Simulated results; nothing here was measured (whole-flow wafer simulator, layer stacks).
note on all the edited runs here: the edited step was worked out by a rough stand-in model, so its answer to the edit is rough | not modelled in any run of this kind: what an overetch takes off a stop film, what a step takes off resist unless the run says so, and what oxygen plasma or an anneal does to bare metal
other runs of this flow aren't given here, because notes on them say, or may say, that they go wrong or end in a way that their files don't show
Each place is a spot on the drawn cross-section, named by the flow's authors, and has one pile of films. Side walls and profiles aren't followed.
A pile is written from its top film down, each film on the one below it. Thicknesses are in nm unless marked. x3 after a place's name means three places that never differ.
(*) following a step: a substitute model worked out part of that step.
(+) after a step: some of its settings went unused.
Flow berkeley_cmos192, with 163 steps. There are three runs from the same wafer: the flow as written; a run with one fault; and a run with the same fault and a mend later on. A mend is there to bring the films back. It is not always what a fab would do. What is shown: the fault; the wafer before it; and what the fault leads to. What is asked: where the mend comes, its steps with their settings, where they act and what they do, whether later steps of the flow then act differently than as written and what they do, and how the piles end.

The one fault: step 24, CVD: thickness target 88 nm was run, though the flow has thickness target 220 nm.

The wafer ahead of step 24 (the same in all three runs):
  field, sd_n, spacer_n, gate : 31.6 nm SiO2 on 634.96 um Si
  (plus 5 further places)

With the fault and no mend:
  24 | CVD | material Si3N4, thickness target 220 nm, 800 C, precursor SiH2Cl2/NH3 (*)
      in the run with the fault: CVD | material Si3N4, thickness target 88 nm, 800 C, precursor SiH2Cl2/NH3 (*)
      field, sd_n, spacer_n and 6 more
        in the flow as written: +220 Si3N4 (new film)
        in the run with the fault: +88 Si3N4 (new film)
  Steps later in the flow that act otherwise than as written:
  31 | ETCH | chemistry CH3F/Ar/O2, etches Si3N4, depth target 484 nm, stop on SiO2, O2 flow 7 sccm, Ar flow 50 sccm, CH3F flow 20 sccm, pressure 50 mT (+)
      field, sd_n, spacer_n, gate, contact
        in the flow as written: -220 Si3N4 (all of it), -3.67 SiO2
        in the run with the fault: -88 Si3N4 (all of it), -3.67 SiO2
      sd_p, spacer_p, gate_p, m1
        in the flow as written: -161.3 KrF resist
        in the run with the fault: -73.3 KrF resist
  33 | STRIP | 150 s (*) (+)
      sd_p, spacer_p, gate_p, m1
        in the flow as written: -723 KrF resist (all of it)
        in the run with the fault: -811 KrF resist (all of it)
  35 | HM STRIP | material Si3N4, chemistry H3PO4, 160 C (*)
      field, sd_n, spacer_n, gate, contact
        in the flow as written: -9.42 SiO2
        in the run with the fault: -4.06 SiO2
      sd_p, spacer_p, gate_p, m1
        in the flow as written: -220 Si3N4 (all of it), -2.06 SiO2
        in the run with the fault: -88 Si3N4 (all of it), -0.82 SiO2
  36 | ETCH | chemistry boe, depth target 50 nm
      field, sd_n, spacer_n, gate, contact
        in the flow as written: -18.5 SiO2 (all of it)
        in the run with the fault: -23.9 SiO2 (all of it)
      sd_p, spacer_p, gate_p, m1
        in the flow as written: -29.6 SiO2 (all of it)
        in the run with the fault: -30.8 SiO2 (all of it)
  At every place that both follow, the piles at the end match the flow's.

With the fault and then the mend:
  The mend follows step 24.
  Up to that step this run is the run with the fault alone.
  24a | CVD | material Si3N4, thickness target 132 nm, 800 C, precursor SiH2Cl2/NH3 (*) (the flow's step 24, run once more with other settings)
      field, sd_n, spacer_n and 6 more
        +132 Si3N4
  None of the later steps of the flow acts differently than as written at any place that is followed.
  At every place that both follow, the piles at the end match the flow's.
